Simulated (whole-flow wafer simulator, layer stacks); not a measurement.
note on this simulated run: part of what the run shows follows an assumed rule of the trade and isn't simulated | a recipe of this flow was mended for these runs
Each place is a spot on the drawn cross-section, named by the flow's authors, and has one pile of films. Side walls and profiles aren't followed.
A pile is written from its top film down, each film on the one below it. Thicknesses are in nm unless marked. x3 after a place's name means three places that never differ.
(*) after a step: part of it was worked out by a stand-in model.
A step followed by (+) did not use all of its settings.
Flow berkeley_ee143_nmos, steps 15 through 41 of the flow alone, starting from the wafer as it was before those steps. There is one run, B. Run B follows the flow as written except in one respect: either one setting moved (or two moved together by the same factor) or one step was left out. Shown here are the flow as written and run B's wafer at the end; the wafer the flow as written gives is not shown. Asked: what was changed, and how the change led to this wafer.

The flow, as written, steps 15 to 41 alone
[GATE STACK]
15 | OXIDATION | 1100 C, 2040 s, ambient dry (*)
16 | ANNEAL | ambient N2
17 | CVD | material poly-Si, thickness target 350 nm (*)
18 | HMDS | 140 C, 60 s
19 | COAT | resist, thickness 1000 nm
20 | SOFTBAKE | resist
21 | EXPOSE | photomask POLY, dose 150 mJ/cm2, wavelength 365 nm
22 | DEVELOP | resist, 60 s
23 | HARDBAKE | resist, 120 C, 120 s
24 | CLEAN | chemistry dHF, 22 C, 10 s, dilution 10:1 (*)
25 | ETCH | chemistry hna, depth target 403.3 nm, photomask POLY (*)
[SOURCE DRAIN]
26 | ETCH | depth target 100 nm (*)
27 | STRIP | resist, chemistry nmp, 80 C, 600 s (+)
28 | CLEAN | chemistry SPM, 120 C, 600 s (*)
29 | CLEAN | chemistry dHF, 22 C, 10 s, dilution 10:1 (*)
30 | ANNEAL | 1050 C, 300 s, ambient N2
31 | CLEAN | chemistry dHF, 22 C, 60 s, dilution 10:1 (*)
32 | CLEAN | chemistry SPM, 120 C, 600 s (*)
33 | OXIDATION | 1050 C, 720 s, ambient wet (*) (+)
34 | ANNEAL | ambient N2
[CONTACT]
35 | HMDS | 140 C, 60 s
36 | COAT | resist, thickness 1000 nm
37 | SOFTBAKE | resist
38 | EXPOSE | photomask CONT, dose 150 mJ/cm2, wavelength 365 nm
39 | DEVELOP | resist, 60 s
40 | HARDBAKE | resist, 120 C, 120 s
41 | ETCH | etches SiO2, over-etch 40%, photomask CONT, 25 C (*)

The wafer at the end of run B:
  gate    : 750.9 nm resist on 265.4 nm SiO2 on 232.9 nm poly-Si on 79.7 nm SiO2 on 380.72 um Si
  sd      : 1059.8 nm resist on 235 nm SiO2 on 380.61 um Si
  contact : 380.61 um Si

The reason: step 33, OXIDATION: 979 s was run, though the flow has 720 s.

How this came from the change, step by step:
  33 | OXIDATION | 1050 C, 720 s, ambient wet (*) (+)
      sd, contact: +235 SiO2 (new film), -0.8 chemical SiO2 (all of it), -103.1 Si (it would be, as written: +189.4 SiO2 (new film), -0.8 chemical SiO2 (all of it), -83 Si)
      gate: +265.4 SiO2 (new film), -0.8 chemical SiO2 (all of it), -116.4 poly-Si (it would be, as written: +217.6 SiO2 (new film), -0.8 chemical SiO2 (all of it), -95.4 poly-Si)
      (also at 1 further place)
  41 | ETCH | etches SiO2, over-etch 40%, photomask CONT, 25 C (*)
      contact: -235 SiO2 (all of it) (it would be, as written: -189.4 SiO2 (all of it))
